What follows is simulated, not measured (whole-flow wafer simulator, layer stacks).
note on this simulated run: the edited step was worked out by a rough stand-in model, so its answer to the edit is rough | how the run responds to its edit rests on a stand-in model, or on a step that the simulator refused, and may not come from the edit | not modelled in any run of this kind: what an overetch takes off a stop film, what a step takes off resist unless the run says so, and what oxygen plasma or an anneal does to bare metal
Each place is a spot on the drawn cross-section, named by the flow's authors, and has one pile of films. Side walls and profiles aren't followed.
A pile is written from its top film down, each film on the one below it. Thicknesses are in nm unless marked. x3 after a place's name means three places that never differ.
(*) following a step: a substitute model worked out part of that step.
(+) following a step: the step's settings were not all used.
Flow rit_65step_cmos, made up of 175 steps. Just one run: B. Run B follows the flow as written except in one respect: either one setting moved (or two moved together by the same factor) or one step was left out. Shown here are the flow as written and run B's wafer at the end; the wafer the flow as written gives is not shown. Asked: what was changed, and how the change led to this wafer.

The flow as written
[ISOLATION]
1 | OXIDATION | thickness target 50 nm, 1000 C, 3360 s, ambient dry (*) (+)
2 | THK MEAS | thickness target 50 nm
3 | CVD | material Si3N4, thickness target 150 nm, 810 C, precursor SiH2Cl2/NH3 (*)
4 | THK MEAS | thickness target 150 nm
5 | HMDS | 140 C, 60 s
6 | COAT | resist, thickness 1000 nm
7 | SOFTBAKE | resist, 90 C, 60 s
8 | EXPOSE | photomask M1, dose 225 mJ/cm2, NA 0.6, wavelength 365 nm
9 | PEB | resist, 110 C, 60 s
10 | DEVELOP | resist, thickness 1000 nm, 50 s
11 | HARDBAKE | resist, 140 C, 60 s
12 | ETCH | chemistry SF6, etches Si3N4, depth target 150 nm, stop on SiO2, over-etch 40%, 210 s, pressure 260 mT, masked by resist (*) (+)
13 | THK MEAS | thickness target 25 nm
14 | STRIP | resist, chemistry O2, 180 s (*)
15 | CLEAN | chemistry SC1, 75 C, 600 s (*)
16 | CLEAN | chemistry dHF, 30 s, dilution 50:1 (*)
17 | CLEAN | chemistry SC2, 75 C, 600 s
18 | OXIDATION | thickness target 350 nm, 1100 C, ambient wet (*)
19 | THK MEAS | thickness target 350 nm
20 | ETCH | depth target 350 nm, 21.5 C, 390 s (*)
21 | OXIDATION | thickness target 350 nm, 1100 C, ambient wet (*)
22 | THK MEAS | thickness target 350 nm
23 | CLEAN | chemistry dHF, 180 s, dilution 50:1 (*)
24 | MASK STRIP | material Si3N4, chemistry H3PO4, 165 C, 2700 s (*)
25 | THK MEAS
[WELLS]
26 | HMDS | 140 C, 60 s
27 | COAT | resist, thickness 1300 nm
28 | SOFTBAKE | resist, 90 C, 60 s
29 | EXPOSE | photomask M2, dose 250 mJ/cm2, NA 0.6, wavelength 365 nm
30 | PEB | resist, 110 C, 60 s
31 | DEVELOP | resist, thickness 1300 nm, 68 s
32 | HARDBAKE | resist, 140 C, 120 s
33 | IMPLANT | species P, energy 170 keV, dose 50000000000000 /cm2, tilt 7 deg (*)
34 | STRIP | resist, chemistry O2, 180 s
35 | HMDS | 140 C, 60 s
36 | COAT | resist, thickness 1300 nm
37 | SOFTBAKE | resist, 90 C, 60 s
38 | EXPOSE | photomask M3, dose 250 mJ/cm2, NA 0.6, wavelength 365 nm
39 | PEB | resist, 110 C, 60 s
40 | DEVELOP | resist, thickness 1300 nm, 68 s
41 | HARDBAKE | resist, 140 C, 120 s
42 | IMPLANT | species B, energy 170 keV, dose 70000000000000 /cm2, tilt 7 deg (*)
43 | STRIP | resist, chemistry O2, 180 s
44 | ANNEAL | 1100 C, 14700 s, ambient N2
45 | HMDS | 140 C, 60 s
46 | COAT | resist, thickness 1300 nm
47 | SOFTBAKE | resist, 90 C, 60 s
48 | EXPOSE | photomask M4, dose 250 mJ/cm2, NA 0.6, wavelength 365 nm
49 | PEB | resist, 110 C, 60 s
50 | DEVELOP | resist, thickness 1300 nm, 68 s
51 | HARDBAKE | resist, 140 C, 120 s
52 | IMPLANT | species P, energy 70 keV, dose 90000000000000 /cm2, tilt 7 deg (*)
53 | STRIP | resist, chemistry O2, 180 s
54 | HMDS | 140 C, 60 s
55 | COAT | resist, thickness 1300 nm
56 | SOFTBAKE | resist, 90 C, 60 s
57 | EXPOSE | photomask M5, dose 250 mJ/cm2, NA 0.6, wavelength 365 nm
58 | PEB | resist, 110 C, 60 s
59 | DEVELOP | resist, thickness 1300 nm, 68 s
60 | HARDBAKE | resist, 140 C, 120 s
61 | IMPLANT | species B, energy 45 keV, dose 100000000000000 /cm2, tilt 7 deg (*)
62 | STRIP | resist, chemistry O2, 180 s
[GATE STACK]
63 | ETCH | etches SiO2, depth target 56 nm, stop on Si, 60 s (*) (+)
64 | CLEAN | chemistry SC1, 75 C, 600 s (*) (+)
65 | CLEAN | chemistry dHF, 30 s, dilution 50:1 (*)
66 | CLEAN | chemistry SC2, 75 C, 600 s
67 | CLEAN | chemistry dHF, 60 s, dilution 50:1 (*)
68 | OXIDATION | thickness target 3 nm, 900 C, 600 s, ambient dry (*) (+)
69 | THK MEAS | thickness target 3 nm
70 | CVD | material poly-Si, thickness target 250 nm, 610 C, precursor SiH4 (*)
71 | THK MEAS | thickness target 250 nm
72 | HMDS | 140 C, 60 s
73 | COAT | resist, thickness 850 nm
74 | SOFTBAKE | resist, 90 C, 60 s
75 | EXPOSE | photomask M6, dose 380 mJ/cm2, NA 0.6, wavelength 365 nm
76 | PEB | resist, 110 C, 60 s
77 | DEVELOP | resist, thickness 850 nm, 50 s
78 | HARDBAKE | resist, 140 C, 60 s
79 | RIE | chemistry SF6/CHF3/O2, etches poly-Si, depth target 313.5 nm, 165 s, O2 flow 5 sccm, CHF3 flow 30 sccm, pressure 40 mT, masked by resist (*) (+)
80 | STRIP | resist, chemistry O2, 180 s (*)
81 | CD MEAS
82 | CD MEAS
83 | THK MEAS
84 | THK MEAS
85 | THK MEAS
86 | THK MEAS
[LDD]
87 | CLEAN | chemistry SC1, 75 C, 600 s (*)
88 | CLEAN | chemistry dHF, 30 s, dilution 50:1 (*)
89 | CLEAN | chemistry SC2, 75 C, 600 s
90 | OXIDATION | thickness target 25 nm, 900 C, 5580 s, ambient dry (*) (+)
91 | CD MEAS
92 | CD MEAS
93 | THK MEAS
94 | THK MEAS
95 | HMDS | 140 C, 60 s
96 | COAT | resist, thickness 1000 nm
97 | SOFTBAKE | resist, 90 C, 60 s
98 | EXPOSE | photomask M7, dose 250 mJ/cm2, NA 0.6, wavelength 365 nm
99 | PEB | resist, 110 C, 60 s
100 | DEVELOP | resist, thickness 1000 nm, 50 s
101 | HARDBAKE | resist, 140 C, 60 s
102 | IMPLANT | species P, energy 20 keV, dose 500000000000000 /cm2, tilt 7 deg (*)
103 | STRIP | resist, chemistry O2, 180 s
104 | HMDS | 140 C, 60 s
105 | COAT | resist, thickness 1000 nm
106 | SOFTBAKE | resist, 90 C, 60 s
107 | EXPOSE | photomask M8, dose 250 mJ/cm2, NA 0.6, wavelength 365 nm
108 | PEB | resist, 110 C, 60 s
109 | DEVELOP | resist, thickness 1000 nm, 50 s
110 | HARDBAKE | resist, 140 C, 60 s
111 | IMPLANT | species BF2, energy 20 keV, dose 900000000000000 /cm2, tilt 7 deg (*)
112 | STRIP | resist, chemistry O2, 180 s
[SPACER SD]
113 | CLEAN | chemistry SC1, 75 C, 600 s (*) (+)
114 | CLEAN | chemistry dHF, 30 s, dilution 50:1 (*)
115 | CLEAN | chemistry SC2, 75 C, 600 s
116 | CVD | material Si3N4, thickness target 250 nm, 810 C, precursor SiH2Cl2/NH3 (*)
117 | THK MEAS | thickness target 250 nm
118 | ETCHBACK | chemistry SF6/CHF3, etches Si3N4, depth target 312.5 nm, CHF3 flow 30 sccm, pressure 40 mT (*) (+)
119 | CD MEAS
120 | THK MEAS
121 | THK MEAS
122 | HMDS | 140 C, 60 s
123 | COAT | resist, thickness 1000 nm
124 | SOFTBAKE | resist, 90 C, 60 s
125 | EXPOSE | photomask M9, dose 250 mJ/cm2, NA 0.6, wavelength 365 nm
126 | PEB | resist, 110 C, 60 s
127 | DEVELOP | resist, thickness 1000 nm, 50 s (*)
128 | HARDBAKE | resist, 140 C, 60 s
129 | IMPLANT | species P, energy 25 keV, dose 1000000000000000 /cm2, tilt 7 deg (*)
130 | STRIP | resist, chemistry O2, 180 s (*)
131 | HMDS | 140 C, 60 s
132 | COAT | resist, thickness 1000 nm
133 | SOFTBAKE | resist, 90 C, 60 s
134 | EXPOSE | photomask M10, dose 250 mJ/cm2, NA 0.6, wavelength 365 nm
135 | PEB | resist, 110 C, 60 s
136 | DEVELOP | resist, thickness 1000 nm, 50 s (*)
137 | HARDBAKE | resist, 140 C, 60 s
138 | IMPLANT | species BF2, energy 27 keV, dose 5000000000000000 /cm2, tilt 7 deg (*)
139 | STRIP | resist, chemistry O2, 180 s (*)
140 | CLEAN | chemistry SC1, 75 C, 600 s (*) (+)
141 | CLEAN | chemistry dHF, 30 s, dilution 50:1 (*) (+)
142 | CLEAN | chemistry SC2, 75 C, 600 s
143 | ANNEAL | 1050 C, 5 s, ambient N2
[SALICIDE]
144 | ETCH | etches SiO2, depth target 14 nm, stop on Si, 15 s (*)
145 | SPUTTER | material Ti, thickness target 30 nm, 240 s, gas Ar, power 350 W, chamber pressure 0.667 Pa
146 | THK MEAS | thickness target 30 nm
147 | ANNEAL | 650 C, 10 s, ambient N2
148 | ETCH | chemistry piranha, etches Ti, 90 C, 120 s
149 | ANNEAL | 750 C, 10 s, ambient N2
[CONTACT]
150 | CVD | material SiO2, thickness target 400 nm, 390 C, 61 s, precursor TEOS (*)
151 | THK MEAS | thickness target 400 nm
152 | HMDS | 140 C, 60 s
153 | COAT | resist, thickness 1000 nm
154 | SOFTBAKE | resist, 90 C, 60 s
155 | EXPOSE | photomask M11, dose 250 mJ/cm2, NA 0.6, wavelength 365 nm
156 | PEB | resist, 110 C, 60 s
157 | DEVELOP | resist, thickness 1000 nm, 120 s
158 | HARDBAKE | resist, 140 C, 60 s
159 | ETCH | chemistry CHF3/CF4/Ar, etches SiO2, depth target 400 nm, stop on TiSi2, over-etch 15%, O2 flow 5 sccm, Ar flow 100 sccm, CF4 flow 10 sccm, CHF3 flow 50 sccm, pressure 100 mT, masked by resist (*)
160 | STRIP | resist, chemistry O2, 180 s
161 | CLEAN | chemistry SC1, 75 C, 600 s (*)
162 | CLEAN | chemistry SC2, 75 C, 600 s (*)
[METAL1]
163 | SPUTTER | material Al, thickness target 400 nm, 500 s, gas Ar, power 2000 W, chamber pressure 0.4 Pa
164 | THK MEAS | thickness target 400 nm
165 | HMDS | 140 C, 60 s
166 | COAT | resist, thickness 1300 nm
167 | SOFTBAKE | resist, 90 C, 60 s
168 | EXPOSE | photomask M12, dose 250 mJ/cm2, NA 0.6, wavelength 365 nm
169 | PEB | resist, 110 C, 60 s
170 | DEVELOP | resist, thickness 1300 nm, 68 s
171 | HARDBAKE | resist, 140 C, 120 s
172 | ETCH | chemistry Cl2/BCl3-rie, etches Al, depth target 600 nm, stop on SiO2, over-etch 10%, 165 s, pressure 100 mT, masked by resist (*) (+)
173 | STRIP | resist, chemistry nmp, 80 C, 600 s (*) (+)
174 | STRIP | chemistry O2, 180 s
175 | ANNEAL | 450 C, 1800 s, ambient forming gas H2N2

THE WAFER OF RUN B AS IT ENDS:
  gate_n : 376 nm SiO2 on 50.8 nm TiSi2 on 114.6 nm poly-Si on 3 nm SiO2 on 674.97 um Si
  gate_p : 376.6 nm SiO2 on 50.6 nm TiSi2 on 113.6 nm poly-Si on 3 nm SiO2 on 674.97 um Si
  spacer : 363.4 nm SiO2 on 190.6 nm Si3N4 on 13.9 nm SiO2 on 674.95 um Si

What caused this: step 68, OXIDATION: 788 C was run, though the flow has 900 C.

Step by step, how the change led to this:
  68 | OXIDATION | thickness target 3 nm, 900 C, 600 s, ambient dry (*) (+)
      active_n, active_p, gate_n and 7 more: SiO2 gains 3 (new film), Si loses 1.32 (it would be, as written: SiO2 gains 7.17 (new film), Si loses 3.16)
  79 | RIE | chemistry SF6/CHF3/O2, etches poly-Si, depth target 313.5 nm, 165 s, O2 flow 5 sccm, CHF3 flow 30 sccm, pressure 40 mT, masked by resist (*) (+)
      active_n, active_p, spacer, spacer_p, sd_n, sd_p, contact, m1: poly-Si loses 250 (all of it), SiO2 loses 3 (all of it) (it would be, as written: poly-Si loses 250 (all of it), SiO2 loses 7.17 (all of it))
  118 | ETCHBACK | chemistry SF6/CHF3, etches Si3N4, depth target 312.5 nm, CHF3 flow 30 sccm, pressure 40 mT (*) (+)
      spacer, spacer_p: Si3N4 loses 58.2 (it would be, as written: Si3N4 loses 54)
